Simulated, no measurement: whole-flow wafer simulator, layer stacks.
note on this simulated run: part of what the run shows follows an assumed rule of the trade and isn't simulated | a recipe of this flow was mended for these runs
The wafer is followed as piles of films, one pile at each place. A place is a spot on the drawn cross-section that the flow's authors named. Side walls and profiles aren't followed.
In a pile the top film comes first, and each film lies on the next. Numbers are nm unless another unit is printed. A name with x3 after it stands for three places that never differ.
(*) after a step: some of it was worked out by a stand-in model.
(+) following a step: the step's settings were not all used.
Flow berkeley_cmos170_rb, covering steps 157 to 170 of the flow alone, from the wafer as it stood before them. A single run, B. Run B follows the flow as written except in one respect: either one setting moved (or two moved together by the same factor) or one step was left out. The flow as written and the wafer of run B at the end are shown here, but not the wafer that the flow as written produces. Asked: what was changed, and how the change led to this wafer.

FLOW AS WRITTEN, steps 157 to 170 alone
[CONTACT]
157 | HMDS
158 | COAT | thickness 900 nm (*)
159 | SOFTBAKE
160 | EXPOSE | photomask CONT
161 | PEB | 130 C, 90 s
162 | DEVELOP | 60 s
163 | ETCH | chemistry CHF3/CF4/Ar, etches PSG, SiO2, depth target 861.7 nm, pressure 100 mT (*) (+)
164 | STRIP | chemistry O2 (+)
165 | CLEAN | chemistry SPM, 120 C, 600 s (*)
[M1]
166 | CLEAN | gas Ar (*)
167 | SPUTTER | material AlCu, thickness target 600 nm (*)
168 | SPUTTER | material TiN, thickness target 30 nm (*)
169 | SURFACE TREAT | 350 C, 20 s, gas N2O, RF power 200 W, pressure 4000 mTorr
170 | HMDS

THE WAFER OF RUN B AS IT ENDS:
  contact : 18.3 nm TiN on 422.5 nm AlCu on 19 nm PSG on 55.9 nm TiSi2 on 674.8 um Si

Cause: step 163, ETCH: depth target 675.5 nm was run, though the flow has depth target 861.7 nm.

How this came from the change, step by step:
  163 | ETCH | chemistry CHF3/CF4/Ar, etches PSG, SiO2, depth target 861.7 nm, pressure 100 mT (*) (+)
      contact: PSG loses 675.5 (in the flow as written it would be: PSG loses 700 (all of it), TiSi2 loses 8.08)
      field, sd_n, spacer_n, gate, sd_p, spacer_p, gate_p, m1: KrF-resist loses 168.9 (in the flow as written it would be: KrF-resist loses 215.4)
  164 | STRIP | chemistry O2 (+)
      field: KrF-resist loses 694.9 (all of it) (in the flow as written it would be: KrF-resist loses 648.4 (all of it))
      sd_n: KrF-resist loses 819 (all of it) (in the flow as written it would be: KrF-resist loses 772.5 (all of it))
      (and at 6 other places as well)
  166 | CLEAN | gas Ar (*)
      contact: PSG loses 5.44 (in the flow as written it would be: TiSi2 loses 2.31)
  168 | SPUTTER | material TiN, thickness target 30 nm (*)
      contact: TiN gains 18.3 (new film) (in the flow as written it would be: TiN gains 16.3 (new film))
